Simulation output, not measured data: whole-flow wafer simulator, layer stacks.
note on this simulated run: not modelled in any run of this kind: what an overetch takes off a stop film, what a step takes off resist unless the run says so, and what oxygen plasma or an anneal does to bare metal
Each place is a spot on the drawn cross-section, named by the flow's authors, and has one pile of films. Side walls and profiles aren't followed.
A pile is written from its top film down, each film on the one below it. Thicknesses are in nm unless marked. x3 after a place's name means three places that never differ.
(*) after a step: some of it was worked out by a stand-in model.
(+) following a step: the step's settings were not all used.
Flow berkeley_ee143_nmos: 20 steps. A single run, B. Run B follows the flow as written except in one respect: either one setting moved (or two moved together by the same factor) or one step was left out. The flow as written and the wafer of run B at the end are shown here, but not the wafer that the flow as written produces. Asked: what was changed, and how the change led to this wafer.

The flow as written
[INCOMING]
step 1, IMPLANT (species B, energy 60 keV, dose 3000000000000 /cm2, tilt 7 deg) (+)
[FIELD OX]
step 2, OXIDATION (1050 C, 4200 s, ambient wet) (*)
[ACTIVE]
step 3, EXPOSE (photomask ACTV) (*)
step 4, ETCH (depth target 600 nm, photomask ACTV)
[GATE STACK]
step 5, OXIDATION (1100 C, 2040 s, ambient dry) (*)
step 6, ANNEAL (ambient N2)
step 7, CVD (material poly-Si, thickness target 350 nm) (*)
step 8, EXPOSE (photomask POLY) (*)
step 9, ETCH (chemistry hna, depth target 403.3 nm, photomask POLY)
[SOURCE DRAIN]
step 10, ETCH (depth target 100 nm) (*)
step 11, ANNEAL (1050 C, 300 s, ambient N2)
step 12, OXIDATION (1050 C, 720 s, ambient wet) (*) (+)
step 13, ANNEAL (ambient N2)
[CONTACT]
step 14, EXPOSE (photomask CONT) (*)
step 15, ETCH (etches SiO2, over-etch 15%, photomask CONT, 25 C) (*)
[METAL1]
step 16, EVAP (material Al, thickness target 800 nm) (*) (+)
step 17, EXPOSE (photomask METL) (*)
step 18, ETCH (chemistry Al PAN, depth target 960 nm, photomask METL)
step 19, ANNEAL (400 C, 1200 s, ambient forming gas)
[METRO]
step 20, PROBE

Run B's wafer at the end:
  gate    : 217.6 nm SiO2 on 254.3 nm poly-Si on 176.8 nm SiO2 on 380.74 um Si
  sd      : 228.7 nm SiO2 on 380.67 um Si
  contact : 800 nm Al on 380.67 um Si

What caused this: step 4, ETCH: depth target 421 nm was run, though the flow has depth target 600 nm.

Step by step, how the change led to this:
  step 4, ETCH (depth target 600 nm, photomask ACTV)
      gate, sd, contact: SiO2 loses 421 (as written it would have been: SiO2 loses 566.4 (all of it))
  step 5, OXIDATION (1100 C, 2040 s, ambient dry) (*)
      gate, sd, contact: SiO2 gains 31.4, Si loses 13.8 (as written it would have been: SiO2 gains 79.7 (new film), Si loses 35.1)
  step 10, ETCH (depth target 100 nm) (*)
      sd, contact: SiO2 loses 100 (as written it would have been: SiO2 loses 79.7 (all of it))
  step 12, OXIDATION (1050 C, 720 s, ambient wet) (*) (+)
      sd, contact: SiO2 gains 151.9, Si loses 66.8 (as written it would have been: SiO2 gains 189.4 (new film), Si loses 83.4)
  step 15, ETCH (etches SiO2, over-etch 15%, photomask CONT, 25 C) (*)
      contact: SiO2 loses 228.7 (all of it) (as written it would have been: SiO2 loses 189.4 (all of it))
